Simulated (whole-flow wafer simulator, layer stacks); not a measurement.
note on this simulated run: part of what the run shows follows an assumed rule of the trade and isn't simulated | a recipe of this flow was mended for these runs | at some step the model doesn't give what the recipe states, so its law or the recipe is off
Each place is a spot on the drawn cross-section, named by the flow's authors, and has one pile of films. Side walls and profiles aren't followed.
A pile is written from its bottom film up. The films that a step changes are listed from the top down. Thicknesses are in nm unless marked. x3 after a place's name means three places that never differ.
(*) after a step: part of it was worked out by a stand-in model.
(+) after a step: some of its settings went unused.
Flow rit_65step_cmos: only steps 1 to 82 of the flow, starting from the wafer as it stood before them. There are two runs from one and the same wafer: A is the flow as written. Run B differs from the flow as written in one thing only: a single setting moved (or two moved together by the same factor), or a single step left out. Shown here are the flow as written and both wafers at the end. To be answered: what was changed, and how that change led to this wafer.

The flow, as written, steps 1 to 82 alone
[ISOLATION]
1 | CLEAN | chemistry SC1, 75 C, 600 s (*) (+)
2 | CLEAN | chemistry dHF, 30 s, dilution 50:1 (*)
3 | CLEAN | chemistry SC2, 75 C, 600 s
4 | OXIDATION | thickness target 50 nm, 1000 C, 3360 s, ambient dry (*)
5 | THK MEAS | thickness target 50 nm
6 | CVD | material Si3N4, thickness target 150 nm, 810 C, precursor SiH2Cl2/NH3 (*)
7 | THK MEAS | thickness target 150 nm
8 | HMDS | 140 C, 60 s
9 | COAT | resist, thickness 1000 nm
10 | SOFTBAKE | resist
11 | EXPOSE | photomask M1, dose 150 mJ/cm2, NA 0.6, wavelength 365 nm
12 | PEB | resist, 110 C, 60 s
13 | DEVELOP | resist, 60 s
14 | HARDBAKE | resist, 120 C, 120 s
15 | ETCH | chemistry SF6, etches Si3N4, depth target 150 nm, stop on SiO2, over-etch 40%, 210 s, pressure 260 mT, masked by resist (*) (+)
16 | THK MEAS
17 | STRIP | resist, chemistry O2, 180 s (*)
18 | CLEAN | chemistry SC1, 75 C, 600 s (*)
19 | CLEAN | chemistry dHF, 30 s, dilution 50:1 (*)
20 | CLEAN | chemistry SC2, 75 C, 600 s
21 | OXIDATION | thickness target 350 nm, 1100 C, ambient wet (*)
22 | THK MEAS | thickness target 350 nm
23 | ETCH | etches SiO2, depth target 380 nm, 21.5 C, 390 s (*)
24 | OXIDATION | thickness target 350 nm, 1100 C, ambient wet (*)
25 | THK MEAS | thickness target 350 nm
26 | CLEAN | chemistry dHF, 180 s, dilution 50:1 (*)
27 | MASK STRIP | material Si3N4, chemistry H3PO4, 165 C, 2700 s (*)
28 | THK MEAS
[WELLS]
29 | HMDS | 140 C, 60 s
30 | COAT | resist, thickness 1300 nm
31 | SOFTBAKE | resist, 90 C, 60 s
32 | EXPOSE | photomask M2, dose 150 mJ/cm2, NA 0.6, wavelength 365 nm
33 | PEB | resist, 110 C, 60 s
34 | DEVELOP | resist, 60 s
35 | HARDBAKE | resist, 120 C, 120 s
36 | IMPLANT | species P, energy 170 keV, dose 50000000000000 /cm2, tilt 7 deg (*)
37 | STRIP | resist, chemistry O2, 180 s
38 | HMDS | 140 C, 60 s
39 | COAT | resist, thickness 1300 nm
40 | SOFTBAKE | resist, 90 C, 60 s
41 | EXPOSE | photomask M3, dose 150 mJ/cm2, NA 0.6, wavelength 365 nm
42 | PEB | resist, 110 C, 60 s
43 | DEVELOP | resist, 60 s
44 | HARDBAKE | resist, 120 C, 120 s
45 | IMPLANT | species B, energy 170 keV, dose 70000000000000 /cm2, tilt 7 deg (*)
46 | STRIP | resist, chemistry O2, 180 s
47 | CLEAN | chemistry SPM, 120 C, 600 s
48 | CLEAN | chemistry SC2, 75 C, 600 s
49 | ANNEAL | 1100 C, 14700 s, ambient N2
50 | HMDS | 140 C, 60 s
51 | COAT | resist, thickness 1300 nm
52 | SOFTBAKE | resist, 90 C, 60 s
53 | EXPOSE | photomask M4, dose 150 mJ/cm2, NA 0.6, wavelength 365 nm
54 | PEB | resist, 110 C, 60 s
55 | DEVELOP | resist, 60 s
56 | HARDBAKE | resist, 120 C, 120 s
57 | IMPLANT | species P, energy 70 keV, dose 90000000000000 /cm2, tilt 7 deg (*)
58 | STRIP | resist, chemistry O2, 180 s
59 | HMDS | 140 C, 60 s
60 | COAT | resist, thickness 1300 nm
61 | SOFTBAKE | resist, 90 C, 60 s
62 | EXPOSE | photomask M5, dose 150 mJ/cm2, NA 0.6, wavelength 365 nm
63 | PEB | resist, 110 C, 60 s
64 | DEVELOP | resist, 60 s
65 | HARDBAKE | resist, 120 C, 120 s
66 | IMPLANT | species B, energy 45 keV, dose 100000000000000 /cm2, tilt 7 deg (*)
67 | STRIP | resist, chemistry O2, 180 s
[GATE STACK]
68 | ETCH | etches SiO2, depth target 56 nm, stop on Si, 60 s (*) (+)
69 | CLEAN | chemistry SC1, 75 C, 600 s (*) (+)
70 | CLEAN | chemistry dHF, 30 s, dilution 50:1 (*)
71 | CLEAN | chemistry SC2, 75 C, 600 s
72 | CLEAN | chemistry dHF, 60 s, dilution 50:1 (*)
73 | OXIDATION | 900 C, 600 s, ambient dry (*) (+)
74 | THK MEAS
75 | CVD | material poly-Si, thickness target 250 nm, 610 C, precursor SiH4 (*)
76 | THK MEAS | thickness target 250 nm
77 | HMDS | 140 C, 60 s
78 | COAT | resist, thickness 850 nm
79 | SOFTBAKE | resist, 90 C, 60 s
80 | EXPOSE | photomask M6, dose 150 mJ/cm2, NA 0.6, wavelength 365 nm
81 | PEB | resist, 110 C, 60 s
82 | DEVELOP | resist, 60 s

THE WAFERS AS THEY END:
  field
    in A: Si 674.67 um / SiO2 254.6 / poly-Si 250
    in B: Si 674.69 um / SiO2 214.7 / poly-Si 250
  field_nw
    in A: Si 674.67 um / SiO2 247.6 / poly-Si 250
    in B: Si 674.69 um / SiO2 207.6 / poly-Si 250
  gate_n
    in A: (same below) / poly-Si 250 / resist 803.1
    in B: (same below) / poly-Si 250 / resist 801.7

Cause: step 24, OXIDATION: thickness target 308 nm was run, though the flow has thickness target 350 nm; step 26, CLEAN: 158 s was run, where the flow has 180 s.

Step by step, how the change led to this:
  24 | OXIDATION | thickness target 350 nm, 1100 C, ambient wet (*)
      active_n, active_p, gate_n and 7 more: A +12 SiO2 (new film), -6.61 Si3N4 | B +10.1 SiO2 (new film), -5.59 Si3N4
      field, field_pw, field_nw, field_p: A +350 SiO2 (new film), -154 Si | B +308 SiO2 (new film), -135.5 Si
  26 | CLEAN | chemistry dHF, 180 s, dilution 50:1 (*)
      active_n, active_p, gate_n and 7 more: A -12 SiO2 (all of it), -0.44 Si3N4 | B -10.1 SiO2 (all of it), -0.42 Si3N4
      field, field_pw, field_nw, field_p: A -16.7 SiO2 | B -14.6 SiO2
